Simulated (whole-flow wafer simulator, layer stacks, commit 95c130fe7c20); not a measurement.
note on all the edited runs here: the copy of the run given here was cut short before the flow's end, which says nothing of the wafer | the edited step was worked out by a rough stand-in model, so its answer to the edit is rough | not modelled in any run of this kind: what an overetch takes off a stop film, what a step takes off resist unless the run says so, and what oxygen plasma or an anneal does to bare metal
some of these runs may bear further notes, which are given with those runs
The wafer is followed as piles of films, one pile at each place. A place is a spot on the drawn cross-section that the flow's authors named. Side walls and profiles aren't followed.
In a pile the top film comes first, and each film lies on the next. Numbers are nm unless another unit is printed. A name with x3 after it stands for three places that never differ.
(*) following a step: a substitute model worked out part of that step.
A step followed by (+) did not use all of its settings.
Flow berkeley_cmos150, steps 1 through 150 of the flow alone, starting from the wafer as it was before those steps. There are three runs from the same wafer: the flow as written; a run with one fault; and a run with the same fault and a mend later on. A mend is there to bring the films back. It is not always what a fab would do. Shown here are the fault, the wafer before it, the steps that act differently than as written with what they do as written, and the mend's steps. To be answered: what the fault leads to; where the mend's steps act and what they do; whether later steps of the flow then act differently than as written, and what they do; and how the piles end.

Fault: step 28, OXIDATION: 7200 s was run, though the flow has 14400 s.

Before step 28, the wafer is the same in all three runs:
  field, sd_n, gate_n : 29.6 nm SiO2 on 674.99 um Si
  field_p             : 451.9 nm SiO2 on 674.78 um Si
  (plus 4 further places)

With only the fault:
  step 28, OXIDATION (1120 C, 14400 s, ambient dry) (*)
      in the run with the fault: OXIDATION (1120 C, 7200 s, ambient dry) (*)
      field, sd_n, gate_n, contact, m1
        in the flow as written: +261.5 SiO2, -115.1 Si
        in the run with the fault: +166.7 SiO2, -73.3 Si
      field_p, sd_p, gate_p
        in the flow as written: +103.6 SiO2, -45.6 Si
        in the run with the fault: +54.1 SiO2, -23.8 Si
  Steps later in the flow that act otherwise than as written (44 more steps, not shown, differ only slightly: by at most 2% or 0.5 nm, whichever is larger):
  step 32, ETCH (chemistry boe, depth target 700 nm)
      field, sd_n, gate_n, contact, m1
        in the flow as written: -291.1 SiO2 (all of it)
        in the run with the fault: -196.2 SiO2 (all of it)
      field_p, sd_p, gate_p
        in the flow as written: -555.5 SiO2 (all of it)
        in the run with the fault: -506 SiO2 (all of it)
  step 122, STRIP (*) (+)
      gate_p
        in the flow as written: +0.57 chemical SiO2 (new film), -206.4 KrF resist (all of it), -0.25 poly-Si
        in the run with the fault: +0.57 chemical SiO2 (new film), -210.9 KrF resist (all of it), -0.25 poly-Si
  At the end the piles are close to the flow's at the places that both follow, differing by at most 2% or 0.5 nm, whichever is larger.

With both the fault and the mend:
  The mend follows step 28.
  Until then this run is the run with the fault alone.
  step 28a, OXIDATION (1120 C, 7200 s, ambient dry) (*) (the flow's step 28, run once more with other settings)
      field, sd_n, gate_n, contact, m1
        +94.8 SiO2, -41.7 Si
      field_p, sd_p, gate_p
        +49.5 SiO2, -21.8 Si
  Every later step of the flow that is run acts as written at every place that is followed.
  At every place that both follow, the piles at the end match the flow's.
